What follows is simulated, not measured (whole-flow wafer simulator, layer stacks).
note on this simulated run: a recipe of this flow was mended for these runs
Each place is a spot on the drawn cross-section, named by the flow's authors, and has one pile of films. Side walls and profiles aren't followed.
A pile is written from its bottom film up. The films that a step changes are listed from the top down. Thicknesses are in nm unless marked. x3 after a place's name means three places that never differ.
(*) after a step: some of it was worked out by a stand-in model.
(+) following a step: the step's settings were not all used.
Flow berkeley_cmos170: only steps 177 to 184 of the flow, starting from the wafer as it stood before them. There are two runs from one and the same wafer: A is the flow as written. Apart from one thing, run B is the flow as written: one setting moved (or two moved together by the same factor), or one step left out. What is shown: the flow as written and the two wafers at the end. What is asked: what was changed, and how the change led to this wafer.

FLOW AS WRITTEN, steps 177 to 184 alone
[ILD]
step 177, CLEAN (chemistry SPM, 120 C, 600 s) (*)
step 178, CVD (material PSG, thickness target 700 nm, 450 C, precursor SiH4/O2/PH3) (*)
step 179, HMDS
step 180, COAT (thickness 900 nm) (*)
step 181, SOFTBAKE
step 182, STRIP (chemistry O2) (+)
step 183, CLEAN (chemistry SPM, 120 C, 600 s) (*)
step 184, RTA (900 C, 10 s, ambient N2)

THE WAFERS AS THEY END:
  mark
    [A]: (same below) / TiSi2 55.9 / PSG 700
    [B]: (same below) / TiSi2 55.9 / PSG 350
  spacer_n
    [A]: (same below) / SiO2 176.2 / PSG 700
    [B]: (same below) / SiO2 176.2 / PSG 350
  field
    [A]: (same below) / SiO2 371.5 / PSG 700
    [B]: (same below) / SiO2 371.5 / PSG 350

Cause: step 178, CVD: thickness target 350 nm was run, whereas the flow has thickness target 700 nm.
One can read it off the wafer: mark has PSG 350, and step 178 as written asks for 700 nm.

Step by step, how the change led to this:
  step 178, CVD (material PSG, thickness target 700 nm, 450 C, precursor SiH4/O2/PH3) (*)
      field, mark, sd_n and 10 more: A PSG gains 700 (new film) | B PSG gains 350 (new film)
